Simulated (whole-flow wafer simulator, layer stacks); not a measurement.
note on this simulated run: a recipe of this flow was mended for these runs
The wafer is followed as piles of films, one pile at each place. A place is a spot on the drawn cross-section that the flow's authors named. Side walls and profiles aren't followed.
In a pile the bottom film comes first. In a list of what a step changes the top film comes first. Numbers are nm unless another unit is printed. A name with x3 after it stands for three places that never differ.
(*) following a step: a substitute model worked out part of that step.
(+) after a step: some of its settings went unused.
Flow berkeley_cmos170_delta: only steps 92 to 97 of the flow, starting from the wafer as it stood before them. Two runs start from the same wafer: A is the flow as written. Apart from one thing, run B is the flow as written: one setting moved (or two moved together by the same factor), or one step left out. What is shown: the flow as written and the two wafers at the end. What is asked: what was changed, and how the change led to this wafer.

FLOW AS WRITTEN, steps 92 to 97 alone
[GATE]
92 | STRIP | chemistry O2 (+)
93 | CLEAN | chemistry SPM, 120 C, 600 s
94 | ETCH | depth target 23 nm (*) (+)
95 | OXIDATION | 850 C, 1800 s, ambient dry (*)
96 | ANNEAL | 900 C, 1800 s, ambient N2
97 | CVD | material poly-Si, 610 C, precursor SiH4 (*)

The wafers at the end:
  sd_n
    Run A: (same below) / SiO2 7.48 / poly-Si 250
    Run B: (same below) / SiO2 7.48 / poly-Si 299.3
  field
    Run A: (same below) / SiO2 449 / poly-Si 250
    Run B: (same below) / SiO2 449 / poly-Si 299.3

Cause: step 97, CVD: 619 C was run, while the flow as written has 610 C.

How this came from the change, step by step:
  97 | CVD | material poly-Si, 610 C, precursor SiH4 (*)
      field, sd_n, spacer_n, gate, sd_p, spacer_p x2, contact, m1: A +250 poly-Si (new film) | B +299.3 poly-Si (new film)
